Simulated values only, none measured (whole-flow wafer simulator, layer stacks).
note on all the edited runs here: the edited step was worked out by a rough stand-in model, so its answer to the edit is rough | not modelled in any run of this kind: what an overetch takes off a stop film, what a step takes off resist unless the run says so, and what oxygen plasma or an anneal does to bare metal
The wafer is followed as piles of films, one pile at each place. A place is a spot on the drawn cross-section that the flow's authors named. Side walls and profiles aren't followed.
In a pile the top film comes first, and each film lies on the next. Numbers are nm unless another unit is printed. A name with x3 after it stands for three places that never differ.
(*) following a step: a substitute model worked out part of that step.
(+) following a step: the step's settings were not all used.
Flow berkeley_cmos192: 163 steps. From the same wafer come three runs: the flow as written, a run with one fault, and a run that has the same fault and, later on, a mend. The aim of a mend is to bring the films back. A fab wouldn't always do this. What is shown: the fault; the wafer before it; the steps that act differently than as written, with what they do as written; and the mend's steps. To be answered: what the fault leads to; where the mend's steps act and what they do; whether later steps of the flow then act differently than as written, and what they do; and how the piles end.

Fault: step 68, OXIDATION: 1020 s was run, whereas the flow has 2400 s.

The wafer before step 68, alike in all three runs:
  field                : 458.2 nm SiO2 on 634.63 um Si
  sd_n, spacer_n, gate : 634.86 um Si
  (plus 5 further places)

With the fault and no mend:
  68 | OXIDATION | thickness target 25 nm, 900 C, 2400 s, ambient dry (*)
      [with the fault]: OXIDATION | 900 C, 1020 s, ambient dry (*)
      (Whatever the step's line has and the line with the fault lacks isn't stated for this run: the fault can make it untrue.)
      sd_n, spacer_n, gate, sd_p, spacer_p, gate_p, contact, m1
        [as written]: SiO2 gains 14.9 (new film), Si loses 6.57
        [with the fault]: SiO2 gains 8.76 (new film), Si loses 3.85
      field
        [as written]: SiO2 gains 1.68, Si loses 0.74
        [with the fault]: SiO2 gains 0.71, Si loses 0.31
  Steps later in the flow that act otherwise than as written (not shown: 37 more steps that differ only slightly, by at most 2% or 0.5 nm, whichever is larger):
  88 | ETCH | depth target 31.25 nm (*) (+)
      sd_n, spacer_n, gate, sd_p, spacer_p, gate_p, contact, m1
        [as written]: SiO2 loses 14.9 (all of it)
        [with the fault]: SiO2 loses 8.76 (all of it)
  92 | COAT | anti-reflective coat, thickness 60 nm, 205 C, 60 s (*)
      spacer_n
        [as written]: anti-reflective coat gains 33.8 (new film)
        [with the fault]: anti-reflective coat gains 34.7 (new film)
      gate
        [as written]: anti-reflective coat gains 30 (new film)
        [with the fault]: anti-reflective coat gains 30.9 (new film)
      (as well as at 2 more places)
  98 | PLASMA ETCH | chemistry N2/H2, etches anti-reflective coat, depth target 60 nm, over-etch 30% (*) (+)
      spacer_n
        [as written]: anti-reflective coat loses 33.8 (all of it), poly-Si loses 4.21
        [with the fault]: anti-reflective coat loses 34.7 (all of it), poly-Si loses 4.13
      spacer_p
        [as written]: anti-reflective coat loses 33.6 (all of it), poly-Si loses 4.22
        [with the fault]: anti-reflective coat loses 34.3 (all of it), poly-Si loses 4.14
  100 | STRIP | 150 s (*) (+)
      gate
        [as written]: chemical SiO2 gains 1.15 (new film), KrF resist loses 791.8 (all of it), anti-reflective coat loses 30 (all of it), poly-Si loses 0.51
        [with the fault]: chemical SiO2 gains 1.15 (new film), KrF resist loses 789.4 (all of it), anti-reflective coat loses 30.9 (all of it), poly-Si loses 0.51
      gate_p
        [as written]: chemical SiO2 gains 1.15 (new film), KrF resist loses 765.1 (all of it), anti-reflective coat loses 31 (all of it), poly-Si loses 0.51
        [with the fault]: chemical SiO2 gains 1.15 (new film), KrF resist loses 763.3 (all of it), anti-reflective coat loses 31.7 (all of it), poly-Si loses 0.51
  At the end the piles are close to the flow's at the places that both follow, differing by at most 2% or 0.5 nm, whichever is larger.

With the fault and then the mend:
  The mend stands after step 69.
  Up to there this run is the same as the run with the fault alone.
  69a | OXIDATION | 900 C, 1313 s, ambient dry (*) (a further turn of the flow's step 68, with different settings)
      sd_n, spacer_n, gate, sd_p, spacer_p, gate_p, contact, m1
        SiO2 gains 6.13, Si loses 2.7
      field
        SiO2 gains 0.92, Si loses 0.4
  Later steps of the flow that are run all act as written at every place that is followed, up to a difference of at most 2% or 0.5 nm, whichever is larger.
  At the end the piles are close to the flow's at the places that both follow, differing by at most 2% or 0.5 nm, whichever is larger.
